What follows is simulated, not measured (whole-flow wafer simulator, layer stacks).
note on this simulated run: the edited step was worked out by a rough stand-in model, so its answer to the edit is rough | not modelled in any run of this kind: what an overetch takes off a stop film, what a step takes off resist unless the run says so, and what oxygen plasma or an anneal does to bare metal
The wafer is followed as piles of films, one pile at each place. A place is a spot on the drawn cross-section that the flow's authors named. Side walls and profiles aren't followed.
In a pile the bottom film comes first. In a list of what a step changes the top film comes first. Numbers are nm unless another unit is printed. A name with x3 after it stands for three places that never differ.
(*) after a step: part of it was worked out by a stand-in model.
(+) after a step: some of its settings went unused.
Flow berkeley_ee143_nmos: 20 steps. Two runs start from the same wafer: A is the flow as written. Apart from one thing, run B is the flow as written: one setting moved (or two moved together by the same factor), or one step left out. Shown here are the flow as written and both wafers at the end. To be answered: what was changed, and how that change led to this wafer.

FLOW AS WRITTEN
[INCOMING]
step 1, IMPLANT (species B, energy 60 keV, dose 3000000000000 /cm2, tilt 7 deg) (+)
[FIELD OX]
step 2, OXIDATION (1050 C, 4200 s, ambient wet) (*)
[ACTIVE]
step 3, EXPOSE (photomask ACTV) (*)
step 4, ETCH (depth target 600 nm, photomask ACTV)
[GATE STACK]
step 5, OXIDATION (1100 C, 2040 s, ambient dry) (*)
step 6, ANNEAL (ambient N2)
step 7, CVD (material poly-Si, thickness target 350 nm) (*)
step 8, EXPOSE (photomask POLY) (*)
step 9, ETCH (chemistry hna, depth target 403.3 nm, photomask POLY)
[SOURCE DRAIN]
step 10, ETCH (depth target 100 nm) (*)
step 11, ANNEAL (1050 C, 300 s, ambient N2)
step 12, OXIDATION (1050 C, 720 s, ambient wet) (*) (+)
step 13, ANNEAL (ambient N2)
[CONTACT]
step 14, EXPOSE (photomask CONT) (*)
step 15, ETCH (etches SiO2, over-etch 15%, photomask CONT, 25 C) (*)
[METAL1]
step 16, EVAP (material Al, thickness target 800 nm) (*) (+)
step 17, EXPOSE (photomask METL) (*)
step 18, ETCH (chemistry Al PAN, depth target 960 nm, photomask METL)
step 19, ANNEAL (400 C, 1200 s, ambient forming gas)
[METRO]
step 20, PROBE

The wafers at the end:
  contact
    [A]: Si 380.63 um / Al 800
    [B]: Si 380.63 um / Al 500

Cause: step 16, EVAP: thickness target 500 nm was run, whereas the flow has thickness target 800 nm.
The wafer itself shows it: contact has Al 500, and step 16 as written asks for 800 nm.

How this came from the change, step by step:
  step 16, EVAP (material Al, thickness target 800 nm) (*) (+)
      gate, sd, contact, field: A Al gains 800 (new film) | B Al gains 500 (new film)
  step 18, ETCH (chemistry Al PAN, depth target 960 nm, photomask METL)
      gate, sd, field: A Al loses 800 (all of it) | B Al loses 500 (all of it)
